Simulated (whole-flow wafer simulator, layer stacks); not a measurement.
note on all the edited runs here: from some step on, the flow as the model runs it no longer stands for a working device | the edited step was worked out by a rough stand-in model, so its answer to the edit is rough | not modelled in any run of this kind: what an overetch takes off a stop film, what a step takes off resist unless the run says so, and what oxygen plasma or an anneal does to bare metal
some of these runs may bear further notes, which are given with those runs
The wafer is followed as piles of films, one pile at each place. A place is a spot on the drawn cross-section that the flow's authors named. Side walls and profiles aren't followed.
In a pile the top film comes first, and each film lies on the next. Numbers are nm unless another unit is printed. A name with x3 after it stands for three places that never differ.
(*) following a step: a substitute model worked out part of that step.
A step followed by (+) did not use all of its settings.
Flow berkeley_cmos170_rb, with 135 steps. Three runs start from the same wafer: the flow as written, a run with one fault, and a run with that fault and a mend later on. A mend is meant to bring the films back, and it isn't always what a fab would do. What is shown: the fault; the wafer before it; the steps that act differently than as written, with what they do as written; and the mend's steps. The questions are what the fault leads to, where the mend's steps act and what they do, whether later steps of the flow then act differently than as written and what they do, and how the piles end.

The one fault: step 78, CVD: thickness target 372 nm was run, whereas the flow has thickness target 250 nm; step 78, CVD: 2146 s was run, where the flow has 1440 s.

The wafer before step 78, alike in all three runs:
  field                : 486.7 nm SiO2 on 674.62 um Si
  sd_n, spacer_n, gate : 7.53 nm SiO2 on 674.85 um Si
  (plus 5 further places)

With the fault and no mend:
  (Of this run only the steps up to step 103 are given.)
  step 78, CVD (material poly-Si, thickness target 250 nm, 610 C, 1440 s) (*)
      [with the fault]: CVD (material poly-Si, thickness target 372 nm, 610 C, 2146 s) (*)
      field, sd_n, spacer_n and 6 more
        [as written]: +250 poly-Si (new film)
        [with the fault]: +372 poly-Si (new film)
  Steps later in the flow that act otherwise than as written (not shown: 3 more steps that differ only slightly, by at most 2% or 0.5 nm, whichever is larger):
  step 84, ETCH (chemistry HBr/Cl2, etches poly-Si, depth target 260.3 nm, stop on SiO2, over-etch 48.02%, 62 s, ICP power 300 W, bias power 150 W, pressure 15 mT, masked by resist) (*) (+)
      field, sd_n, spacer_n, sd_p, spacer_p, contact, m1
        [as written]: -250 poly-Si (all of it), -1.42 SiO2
        [with the fault]: -372 poly-Si (all of it), -0.07 SiO2
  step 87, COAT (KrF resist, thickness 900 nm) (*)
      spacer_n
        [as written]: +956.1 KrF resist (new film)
        [with the fault]: +984.7 KrF resist (new film)
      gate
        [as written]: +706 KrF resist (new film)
        [with the fault]: +615.6 KrF resist (new film)
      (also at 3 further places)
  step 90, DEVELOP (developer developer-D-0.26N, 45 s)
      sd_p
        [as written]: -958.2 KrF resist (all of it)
        [with the fault]: -981.2 KrF resist (all of it)
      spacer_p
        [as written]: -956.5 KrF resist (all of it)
        [with the fault]: -986.2 KrF resist (all of it)
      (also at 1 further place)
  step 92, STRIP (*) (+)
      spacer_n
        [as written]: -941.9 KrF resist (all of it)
        [with the fault]: -970.5 KrF resist (all of it)
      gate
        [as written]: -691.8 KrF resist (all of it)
        [with the fault]: -601.3 KrF resist (all of it)
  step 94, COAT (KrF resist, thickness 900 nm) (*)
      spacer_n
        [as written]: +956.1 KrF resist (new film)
        [with the fault]: +984.7 KrF resist (new film)
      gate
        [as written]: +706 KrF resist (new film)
        [with the fault]: +615.6 KrF resist (new film)
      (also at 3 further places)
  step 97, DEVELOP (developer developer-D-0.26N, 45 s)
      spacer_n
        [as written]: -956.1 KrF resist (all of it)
        [with the fault]: -984.7 KrF resist (all of it)
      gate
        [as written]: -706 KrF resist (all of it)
        [with the fault]: -615.6 KrF resist (all of it)
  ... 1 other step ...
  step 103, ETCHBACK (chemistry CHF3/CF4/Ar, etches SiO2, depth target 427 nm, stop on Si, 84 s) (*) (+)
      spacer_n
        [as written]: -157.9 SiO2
        [with the fault]: -35.9 SiO2
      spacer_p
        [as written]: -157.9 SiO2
        [with the fault]: -35.8 SiO2
  After step 103, at spacer_n, gate, spacer_p, gate_p, the piles differ from the flow's by more than 2% or 0.5 nm, whichever is larger.
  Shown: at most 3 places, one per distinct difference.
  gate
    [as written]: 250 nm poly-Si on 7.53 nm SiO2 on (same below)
    [with the fault]: 372 nm poly-Si on 7.53 nm SiO2 on (same below)
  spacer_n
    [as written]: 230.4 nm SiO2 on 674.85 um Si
    [with the fault]: 352.4 nm SiO2 on 674.85 um Si
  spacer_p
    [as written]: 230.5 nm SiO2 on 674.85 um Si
    [with the fault]: 352.5 nm SiO2 on 674.85 um Si

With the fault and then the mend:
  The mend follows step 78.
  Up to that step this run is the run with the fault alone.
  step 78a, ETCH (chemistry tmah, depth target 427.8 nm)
      field, sd_n, spacer_n and 6 more
        -372 poly-Si (all of it)
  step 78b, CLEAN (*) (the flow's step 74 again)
      leaves every film unchanged at each place that is followed
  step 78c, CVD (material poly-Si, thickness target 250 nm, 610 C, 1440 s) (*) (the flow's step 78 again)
      field, sd_n, spacer_n and 6 more
        +250 poly-Si (new film)
  None of the later steps of the flow acts differently than as written at any place that is followed.
  At every place that both follow, the piles at the end match the flow's.
